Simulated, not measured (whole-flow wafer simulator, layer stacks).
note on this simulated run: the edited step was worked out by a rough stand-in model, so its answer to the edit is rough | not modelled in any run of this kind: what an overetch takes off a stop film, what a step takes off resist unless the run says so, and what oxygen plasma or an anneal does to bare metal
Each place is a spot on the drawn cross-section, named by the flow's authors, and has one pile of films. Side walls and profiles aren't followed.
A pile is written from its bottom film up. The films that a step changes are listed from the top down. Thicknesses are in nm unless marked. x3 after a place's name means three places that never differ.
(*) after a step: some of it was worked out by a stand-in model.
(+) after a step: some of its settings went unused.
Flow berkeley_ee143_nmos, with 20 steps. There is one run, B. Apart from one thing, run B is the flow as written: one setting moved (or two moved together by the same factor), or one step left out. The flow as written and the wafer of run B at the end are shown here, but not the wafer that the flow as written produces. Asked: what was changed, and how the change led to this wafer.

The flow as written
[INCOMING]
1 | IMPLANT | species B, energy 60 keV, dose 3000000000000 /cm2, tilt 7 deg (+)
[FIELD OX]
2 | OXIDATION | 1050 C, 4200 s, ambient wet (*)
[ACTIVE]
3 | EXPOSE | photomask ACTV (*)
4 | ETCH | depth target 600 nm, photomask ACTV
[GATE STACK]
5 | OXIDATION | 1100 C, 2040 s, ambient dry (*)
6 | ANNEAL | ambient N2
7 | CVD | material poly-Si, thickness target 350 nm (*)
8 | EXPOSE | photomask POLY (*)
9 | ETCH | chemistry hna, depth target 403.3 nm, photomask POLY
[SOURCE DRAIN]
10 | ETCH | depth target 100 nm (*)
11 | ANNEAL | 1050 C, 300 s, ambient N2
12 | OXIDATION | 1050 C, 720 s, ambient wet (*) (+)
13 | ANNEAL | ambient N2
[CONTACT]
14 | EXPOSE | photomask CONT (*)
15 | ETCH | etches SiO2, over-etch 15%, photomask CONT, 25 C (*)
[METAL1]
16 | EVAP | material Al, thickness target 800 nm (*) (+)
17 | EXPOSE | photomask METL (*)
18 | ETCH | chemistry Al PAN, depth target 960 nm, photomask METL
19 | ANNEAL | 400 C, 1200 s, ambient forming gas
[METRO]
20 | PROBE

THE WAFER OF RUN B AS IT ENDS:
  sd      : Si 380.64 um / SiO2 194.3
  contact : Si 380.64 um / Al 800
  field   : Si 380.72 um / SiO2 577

The reason: step 10, ETCH: depth target 67 nm was run, while the flow as written has depth target 100 nm.

The path from the change to this, step by step:
  10 | ETCH | depth target 100 nm (*)
      sd, contact: SiO2 loses 67 (it would be, as written: SiO2 loses 79.7 (all of it))
      field: SiO2 loses 67 (it would be, as written: SiO2 loses 100)
  12 | OXIDATION | 1050 C, 720 s, ambient wet (*) (+)
      sd, contact: SiO2 gains 181.6, Si loses 79.9 (it would be, as written: SiO2 gains 189.4 (new film), Si loses 83.4)
      field: SiO2 gains 66, Si loses 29 (it would be, as written: SiO2 gains 69.1, Si loses 30.4)
  15 | ETCH | etches SiO2, over-etch 15%, photomask CONT, 25 C (*)
      contact: SiO2 loses 194.3 (all of it) (it would be, as written: SiO2 loses 189.4 (all of it))
